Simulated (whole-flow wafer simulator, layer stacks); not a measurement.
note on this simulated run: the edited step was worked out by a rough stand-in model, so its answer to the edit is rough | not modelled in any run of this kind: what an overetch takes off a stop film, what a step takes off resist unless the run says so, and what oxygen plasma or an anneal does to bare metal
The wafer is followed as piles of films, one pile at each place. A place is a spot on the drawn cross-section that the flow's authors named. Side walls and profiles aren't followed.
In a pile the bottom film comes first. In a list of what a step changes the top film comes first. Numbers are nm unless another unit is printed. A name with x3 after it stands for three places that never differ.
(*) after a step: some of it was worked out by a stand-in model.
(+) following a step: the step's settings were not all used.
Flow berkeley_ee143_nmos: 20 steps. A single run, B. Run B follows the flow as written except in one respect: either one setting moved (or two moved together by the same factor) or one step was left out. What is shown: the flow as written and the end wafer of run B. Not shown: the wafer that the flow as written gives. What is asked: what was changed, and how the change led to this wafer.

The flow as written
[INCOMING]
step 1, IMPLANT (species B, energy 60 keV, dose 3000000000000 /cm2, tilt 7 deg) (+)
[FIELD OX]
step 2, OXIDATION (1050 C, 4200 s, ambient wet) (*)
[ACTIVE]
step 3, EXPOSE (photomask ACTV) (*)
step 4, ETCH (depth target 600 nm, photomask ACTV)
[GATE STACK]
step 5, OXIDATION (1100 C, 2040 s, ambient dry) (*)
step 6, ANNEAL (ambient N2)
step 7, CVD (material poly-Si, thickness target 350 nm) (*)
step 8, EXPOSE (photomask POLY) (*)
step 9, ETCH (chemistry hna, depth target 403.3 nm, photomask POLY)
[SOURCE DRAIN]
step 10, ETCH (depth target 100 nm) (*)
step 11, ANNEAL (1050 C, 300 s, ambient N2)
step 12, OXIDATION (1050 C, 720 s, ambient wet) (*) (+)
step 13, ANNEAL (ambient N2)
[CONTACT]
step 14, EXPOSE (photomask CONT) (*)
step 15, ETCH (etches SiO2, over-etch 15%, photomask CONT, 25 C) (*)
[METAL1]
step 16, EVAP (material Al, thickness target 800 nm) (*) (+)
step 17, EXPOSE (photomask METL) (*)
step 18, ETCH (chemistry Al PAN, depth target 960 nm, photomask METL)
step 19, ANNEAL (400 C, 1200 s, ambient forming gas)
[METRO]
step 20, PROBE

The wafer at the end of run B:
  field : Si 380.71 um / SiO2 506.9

Cause: step 10, ETCH: depth target 145 nm was run, though the flow has depth target 100 nm.

How this came from the change, step by step:
  step 10, ETCH (depth target 100 nm) (*)
      field: SiO2 loses 145 (it would be, as written: SiO2 loses 100)
  step 12, OXIDATION (1050 C, 720 s, ambient wet) (*) (+)
      field: SiO2 gains 73.9, Si loses 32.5 (it would be, as written: SiO2 gains 69.1, Si loses 30.4)
